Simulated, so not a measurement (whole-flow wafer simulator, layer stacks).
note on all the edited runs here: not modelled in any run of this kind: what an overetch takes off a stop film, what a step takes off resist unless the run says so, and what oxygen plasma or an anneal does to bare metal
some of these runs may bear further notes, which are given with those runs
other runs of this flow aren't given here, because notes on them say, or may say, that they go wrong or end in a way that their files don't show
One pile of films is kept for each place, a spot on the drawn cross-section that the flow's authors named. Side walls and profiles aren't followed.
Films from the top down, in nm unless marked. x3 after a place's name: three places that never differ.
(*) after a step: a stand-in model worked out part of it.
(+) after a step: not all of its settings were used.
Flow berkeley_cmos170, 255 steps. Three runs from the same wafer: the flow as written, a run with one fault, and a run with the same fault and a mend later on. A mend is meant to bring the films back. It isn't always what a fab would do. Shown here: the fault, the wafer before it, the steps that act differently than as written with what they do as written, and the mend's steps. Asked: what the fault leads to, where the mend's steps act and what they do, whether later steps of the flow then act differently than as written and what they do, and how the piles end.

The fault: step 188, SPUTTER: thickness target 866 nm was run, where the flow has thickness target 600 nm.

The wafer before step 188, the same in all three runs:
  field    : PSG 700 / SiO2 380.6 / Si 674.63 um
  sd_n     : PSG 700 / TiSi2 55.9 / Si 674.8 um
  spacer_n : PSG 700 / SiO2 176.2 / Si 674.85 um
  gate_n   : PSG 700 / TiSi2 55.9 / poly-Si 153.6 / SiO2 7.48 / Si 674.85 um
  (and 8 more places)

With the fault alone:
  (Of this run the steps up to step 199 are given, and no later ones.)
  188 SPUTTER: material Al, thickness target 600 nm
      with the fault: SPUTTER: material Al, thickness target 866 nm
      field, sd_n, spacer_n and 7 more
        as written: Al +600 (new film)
        with the fault: Al +866 (new film)
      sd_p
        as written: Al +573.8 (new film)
        with the fault: Al +836.8 (new film)
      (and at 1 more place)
  Later steps of the flow that act differently than as written (1 more step differs only slightly, by at most 2% or 0.5 nm, whichever is larger, and isn't shown):
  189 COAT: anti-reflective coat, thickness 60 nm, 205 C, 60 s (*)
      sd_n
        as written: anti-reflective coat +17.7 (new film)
        with the fault: anti-reflective coat +26 (new film)
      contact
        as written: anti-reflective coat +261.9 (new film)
        with the fault: anti-reflective coat +301.8 (new film)
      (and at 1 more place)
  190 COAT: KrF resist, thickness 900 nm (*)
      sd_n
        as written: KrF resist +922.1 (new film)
        with the fault: KrF resist +894.9 (new film)
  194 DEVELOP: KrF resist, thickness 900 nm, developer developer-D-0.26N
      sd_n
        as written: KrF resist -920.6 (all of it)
        with the fault: KrF resist -893.5 (all of it)
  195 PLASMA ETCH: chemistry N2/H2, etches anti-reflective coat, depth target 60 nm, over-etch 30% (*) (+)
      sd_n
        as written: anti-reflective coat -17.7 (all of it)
        with the fault: anti-reflective coat -26 (all of it)
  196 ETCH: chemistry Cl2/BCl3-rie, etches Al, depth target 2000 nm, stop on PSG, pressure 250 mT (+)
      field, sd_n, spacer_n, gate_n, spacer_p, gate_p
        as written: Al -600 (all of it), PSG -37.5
        with the fault: Al -866 (all of it), PSG -37.5
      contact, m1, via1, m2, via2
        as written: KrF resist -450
        with the fault: KrF resist -583
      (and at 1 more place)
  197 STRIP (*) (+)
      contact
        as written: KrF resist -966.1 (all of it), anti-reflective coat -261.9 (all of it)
        with the fault: KrF resist -853.6 (all of it), anti-reflective coat -301.8 (all of it)
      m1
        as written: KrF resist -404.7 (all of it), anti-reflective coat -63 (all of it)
        with the fault: KrF resist -267.6 (all of it), anti-reflective coat -63.1 (all of it)
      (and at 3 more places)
  After step 199 the piles differ from the flow's by more than 2% or 0.5 nm, whichever is larger, at contact, m1, via1, m2, via2.
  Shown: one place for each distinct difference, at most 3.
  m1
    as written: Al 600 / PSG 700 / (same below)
    with the fault: Al 866 / PSG 700 / (same below)
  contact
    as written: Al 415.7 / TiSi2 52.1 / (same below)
    with the fault: Al 587.1 / TiSi2 52.1 / (same below)

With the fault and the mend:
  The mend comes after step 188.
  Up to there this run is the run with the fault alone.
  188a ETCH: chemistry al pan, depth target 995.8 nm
      field, sd_n, spacer_n and 7 more
        Al -866 (all of it)
      sd_p
        Al -836.8 (all of it)
      contact
        Al -587.1 (all of it)
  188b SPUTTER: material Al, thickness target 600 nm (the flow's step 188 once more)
      field, sd_n, spacer_n and 7 more
        Al +600 (new film)
      sd_p
        Al +573.8 (new film)
      contact
        Al +415.7 (new film)
  No later step of the flow acts differently than as written at any place that is followed.
  At the end the piles are the same as the flow's at every place that both follow.
